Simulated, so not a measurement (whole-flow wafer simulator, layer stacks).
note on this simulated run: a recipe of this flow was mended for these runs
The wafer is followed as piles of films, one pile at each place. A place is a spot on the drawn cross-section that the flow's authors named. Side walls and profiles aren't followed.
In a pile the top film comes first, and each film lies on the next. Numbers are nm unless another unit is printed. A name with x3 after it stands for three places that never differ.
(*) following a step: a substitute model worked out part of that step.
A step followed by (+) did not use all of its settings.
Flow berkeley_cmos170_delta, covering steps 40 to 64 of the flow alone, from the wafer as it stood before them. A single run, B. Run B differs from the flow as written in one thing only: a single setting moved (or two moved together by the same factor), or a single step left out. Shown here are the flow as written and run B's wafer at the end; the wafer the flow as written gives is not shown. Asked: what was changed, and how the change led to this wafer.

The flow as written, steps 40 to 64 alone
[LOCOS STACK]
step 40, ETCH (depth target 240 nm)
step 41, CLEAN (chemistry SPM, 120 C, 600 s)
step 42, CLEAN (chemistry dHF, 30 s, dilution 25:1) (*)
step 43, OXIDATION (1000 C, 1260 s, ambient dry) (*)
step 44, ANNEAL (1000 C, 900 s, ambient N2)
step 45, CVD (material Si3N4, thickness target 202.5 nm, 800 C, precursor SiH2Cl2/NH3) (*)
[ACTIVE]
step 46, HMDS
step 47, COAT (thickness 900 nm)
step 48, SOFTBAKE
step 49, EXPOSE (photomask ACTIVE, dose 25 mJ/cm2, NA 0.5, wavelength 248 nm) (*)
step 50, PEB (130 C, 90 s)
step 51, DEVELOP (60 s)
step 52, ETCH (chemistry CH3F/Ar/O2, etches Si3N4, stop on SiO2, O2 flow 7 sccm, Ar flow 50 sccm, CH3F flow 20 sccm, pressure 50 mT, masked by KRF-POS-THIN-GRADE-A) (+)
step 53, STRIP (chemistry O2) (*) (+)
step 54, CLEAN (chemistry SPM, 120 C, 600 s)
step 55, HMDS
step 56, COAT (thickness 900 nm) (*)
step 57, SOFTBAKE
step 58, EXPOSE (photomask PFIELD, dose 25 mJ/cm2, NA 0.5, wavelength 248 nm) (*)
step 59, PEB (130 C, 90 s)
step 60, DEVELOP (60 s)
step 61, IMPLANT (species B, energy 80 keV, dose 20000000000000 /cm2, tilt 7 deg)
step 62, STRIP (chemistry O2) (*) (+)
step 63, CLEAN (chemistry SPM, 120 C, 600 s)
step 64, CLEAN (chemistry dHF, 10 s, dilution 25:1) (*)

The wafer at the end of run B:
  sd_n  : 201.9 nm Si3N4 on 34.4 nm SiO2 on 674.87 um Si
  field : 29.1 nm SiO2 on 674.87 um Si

Cause: step 43, OXIDATION: 1030 C was run, while the flow as written has 1000 C.

How this came from the change, step by step:
  step 43, OXIDATION (1000 C, 1260 s, ambient dry) (*)
      field, sd_n, spacer_n and 6 more: +34.4 SiO2 (new film), -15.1 Si (in the flow as written it would be: +26.6 SiO2 (new film), -11.7 Si)
